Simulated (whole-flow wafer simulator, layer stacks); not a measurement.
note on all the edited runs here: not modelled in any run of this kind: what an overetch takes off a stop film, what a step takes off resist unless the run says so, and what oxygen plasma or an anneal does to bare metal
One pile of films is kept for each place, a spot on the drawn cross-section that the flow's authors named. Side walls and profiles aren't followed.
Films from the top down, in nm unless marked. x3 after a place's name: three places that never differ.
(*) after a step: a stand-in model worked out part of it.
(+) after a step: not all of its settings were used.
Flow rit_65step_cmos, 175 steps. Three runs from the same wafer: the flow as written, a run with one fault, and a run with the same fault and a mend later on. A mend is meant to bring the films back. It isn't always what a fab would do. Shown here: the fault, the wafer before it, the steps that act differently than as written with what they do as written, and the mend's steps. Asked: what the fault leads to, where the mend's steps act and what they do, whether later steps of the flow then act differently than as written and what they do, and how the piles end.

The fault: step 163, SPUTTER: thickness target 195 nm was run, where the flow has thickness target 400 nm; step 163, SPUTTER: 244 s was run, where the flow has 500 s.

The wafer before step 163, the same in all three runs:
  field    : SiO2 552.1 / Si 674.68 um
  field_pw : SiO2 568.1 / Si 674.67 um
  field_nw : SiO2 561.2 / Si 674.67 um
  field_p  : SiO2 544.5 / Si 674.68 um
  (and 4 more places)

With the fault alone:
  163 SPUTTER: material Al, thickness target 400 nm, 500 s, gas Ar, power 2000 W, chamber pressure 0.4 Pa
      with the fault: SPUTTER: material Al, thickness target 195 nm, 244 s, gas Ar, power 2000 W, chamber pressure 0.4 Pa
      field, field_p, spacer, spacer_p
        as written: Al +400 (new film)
        with the fault: Al +195 (new film)
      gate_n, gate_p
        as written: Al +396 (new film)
        with the fault: Al +195 (new film)
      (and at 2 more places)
  Later steps of the flow that act differently than as written (3 more steps differ only slightly, by at most 2% or 0.5 nm, whichever is larger, and aren't shown):
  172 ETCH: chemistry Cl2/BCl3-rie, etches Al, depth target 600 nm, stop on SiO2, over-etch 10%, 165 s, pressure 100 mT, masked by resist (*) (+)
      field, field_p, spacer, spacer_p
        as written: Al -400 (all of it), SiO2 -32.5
        with the fault: Al -195 (all of it), SiO2 -58.1
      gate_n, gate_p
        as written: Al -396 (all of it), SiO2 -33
        with the fault: Al -195 (all of it), SiO2 -58.1
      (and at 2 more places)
  At the end the piles differ from the flow's by more than 2% or 0.5 nm, whichever is larger, at field, field_pw, field_nw, field_p, gate_n, gate_p, spacer, spacer_p.
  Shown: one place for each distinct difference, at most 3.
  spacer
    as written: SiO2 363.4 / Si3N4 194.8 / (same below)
    with the fault: SiO2 337.8 / Si3N4 194.8 / (same below)
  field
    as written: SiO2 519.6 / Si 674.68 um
    with the fault: SiO2 494 / Si 674.68 um
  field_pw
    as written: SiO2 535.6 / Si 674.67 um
    with the fault: SiO2 510 / Si 674.67 um

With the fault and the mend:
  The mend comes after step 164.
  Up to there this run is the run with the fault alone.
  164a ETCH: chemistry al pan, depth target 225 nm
      field, field_p, gate_n, gate_p, spacer, spacer_p
        Al -195 (all of it)
      field_pw
        Al -194.9 (all of it)
      field_nw
        Al -194.8 (all of it)
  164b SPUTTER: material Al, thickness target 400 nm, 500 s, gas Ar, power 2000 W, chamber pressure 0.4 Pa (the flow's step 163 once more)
      field, field_pw, field_p, spacer, spacer_p
        Al +400 (new film)
      gate_n, gate_p
        Al +396 (new film)
      field_nw
        Al +397.2 (new film)
  No later step of the flow acts differently than as written at any place that is followed.
  At the end the piles are the same as the flow's at every place that both follow.
